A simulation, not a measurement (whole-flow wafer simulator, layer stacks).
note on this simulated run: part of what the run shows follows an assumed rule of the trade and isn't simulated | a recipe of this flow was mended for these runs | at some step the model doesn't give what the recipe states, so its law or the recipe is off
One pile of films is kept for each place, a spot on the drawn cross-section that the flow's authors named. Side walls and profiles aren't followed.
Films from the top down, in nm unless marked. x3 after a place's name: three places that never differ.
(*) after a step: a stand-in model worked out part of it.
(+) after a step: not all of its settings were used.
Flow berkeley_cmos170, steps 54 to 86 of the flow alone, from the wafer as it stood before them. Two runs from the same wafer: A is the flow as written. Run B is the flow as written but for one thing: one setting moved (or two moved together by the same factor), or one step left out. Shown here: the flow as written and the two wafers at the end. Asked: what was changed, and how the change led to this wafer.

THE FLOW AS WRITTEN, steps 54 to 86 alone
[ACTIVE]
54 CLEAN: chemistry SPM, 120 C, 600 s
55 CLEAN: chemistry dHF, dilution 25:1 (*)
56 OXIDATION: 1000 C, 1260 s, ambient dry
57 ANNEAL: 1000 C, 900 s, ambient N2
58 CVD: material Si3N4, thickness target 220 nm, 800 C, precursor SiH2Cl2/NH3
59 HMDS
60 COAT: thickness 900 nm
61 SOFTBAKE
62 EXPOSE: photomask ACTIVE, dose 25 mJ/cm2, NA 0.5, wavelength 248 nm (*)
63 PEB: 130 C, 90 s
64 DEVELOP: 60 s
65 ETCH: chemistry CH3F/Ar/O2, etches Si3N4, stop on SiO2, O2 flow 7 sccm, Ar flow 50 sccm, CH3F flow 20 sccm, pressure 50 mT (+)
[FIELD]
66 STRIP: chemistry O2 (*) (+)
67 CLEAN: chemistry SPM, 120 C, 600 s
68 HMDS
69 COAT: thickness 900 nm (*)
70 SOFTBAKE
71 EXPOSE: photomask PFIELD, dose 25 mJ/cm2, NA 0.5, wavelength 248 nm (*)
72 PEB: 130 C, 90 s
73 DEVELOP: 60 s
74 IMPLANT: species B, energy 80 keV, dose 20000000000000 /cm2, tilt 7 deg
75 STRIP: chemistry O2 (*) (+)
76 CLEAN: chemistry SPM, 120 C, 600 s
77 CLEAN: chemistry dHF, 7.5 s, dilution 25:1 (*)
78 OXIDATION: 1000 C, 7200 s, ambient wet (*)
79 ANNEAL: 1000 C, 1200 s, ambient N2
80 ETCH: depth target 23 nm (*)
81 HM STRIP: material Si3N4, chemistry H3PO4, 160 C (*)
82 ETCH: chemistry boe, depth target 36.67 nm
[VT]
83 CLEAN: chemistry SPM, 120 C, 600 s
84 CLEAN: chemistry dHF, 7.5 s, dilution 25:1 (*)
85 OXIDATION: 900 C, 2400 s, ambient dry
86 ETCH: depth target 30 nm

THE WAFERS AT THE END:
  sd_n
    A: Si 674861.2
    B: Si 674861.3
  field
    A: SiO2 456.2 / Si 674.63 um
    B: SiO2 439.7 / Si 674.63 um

The cause: step 58, CVD: thickness target 418 nm was run, where the flow has thickness target 220 nm.

How the change led to this, step by step:
  58 CVD: material Si3N4, thickness target 220 nm, 800 C, precursor SiH2Cl2/NH3
      field, mark, sd_n and 10 more: A Si3N4 +220 (new film) | B Si3N4 +418 (new film)
  65 ETCH: chemistry CH3F/Ar/O2, etches Si3N4, stop on SiO2, O2 flow 7 sccm, Ar flow 50 sccm, CH3F flow 20 sccm, pressure 50 mT (+)
      mark, sd_n, spacer_n and 9 more: A KrF-resist -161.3 | B KrF-resist -293.3
      field: A Si3N4 -220 (all of it), SiO2 -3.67 | B Si3N4 -418 (all of it), SiO2 -3.67
  66 STRIP: chemistry O2 (*) (+)
      mark, sd_n, spacer_n and 9 more: A KrF-resist -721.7 (all of it) | B KrF-resist -589.7 (all of it)
  69 COAT: thickness 900 nm (*)
      field: A KrF-resist +957.2 (new film) | B KrF-resist +1012.4 (new film)
      sd_n: A KrF-resist +784.1 (new film) | B KrF-resist +691.5 (new film)
      (and at 10 more places)
  73 DEVELOP: 60 s
      field: A KrF-resist -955 (all of it) | B KrF-resist -1010.1 (all of it)
  75 STRIP: chemistry O2 (*) (+)
      sd_n: A KrF-resist -767.4 (all of it) | B KrF-resist -675.1 (all of it)
      spacer_n: A KrF-resist -803.4 (all of it) | B KrF-resist -738.8 (all of it)
      (and at 9 more places)
  78 OXIDATION: 1000 C, 7200 s, ambient wet (*)
      sd_n, sd_p: A SiO2 +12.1 (new film), Si3N4 -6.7, SiO2 +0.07, Si -0.07 | B SiO2 +12.1 (new film), Si3N4 -6.7
  81 HM STRIP: material Si3N4, chemistry H3PO4, 160 C (*)
      mark, sd_n, spacer_n and 9 more: A Si3N4 -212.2 (all of it), SiO2 -11.1 | B Si3N4 -410.2 (all of it), SiO2 -21.4
      field: A SiO2 -17.7 | B SiO2 -34.3
  82 ETCH: chemistry boe, depth target 36.67 nm
      mark, spacer_n, gate_n and 7 more: A SiO2 -15.5 (all of it) | B SiO2 -5.11 (all of it)
      sd_n, sd_p: A SiO2 -15.5 (all of it) | B SiO2 -5.15 (all of it)
